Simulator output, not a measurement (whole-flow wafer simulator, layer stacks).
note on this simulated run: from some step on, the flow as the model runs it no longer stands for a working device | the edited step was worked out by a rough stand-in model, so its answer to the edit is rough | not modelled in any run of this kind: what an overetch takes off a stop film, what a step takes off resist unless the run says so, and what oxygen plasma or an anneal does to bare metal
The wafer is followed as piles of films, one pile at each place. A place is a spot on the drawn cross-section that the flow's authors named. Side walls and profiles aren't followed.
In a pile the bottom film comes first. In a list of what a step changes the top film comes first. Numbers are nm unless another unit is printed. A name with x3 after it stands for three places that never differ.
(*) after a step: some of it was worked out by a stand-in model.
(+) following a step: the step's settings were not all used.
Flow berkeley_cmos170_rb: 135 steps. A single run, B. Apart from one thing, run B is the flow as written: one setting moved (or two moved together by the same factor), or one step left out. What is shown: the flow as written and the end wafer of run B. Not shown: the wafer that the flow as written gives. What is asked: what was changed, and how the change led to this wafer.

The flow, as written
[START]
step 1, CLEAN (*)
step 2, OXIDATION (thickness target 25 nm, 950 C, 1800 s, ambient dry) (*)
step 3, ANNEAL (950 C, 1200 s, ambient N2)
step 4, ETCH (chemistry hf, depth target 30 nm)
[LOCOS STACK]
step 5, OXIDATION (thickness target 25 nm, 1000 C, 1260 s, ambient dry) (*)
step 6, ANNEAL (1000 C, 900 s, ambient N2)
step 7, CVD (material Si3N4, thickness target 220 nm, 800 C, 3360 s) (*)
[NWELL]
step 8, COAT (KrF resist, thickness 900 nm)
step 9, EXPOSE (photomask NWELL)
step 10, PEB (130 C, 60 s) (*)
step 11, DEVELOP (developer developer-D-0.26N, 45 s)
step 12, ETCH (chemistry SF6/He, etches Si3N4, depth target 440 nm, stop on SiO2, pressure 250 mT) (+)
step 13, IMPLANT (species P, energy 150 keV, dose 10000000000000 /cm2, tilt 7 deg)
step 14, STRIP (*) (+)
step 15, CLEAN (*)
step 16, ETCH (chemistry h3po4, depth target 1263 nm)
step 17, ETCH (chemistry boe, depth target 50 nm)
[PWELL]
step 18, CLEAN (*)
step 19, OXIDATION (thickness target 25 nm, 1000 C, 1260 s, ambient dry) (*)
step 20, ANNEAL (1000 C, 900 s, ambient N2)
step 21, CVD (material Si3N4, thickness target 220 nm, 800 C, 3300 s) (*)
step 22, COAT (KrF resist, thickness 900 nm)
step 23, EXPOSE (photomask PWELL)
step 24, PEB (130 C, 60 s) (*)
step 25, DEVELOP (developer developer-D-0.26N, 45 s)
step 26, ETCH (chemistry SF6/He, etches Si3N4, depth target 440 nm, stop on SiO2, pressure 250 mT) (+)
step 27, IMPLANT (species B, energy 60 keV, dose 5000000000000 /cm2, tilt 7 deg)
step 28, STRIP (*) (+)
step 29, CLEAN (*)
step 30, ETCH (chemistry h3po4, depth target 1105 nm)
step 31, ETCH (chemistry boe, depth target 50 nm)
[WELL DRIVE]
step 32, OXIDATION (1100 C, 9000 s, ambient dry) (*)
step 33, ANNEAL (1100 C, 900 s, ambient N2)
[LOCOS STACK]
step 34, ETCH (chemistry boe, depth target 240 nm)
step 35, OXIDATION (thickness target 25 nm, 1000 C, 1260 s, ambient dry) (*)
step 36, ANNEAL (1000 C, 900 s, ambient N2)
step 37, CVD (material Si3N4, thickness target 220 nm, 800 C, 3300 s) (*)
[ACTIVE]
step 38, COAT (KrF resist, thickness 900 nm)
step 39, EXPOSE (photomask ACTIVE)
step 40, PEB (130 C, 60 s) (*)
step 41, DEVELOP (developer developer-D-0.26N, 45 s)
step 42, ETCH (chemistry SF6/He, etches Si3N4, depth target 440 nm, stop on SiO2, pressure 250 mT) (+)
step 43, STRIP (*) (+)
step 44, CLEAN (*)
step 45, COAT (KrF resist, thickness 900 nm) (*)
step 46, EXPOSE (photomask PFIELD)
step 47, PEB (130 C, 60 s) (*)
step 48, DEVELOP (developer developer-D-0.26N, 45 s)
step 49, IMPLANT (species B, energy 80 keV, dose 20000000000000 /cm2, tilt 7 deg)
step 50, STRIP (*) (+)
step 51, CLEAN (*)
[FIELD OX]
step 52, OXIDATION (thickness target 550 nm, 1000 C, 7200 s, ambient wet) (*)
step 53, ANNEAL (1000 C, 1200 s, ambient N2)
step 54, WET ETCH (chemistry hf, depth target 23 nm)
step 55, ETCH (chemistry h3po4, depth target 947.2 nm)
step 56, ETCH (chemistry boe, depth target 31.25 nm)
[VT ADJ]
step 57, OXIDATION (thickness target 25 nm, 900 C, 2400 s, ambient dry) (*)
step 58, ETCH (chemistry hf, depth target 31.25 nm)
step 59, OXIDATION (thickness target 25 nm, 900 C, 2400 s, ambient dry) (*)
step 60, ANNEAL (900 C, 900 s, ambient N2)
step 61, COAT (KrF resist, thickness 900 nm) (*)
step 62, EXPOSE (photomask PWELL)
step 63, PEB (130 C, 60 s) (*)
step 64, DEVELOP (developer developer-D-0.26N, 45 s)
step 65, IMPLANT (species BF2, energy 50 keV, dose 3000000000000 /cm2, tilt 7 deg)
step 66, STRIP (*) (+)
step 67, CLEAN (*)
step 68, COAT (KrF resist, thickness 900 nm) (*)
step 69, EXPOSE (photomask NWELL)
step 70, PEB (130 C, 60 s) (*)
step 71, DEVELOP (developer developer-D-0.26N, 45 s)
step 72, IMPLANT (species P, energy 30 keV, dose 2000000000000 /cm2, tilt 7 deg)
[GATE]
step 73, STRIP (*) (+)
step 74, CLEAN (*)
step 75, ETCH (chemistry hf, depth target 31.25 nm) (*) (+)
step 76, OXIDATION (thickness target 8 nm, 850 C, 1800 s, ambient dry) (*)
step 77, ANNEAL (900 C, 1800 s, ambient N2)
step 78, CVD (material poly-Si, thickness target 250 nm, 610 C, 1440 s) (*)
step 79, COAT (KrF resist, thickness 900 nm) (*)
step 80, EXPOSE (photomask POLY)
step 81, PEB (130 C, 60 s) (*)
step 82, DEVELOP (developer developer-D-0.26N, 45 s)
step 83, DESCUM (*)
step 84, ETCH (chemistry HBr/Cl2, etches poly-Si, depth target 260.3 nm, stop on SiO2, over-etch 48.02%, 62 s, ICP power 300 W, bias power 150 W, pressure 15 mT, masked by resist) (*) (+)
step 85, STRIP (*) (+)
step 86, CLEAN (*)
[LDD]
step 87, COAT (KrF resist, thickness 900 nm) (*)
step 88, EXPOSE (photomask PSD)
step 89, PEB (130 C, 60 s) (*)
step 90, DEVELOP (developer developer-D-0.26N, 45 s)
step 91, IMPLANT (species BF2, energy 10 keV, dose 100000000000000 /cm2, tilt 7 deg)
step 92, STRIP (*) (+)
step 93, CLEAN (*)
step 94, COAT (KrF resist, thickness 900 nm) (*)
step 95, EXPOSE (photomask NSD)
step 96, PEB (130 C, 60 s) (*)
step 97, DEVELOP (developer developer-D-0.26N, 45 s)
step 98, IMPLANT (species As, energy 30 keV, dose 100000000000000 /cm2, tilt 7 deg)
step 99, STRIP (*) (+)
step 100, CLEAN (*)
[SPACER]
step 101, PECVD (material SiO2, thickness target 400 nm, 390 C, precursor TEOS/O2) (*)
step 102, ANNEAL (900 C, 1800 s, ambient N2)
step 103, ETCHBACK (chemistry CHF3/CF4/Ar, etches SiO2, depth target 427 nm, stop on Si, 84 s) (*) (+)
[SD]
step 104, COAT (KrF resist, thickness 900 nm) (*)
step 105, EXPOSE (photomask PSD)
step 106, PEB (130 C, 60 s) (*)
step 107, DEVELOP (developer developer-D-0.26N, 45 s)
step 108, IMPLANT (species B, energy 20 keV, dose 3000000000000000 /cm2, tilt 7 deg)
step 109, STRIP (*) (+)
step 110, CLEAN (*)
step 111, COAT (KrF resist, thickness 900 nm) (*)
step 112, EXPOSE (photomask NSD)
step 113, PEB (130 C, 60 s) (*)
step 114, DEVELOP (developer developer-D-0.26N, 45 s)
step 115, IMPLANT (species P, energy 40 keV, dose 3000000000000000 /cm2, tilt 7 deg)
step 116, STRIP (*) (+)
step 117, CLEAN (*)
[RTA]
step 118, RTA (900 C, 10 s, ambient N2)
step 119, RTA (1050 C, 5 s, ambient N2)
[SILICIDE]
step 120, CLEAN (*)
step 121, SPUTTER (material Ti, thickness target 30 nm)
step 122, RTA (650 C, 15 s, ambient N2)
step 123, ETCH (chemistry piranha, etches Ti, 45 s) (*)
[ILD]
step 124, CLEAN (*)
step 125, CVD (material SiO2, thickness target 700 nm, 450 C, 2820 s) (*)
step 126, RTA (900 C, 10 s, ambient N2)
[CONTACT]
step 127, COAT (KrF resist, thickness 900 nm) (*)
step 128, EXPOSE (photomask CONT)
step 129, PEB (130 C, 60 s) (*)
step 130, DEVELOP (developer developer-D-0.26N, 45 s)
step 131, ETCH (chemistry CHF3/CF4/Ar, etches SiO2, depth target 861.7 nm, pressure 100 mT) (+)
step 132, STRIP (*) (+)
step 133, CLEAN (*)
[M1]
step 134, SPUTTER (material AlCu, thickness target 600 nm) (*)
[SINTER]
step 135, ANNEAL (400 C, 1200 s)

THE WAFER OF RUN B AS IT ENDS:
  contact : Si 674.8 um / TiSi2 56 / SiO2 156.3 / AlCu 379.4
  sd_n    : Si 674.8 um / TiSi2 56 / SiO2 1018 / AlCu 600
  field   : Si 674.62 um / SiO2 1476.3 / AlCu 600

The reason: step 125, CVD: thickness target 1018 nm was run, while the flow as written has thickness target 700 nm; step 125, CVD: 4100 s was run, where the flow has 2820 s.
One can read it off the wafer: sd_n has SiO2 1018, and step 125 as written asks for 700 nm.

Step by step, how the change led to this:
  step 125, CVD (material SiO2, thickness target 700 nm, 450 C, 2820 s) (*)
      sd_n, gate, gate_p, contact, m1: SiO2 gains 1018 (new film) (as written it would have been: SiO2 gains 700 (new film))
      field, spacer_n, spacer_p: SiO2 gains 1018 (as written it would have been: SiO2 gains 700)
      (as well as at 1 more place)
  step 131, ETCH (chemistry CHF3/CF4/Ar, etches SiO2, depth target 861.7 nm, pressure 100 mT) (+)
      contact: SiO2 loses 861.7 (as written it would have been: SiO2 loses 700 (all of it), TiSi2 loses 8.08)
  step 134, SPUTTER (material AlCu, thickness target 600 nm) (*)
      contact: AlCu gains 379.4 (new film) (as written it would have been: AlCu gains 415.1 (new film))
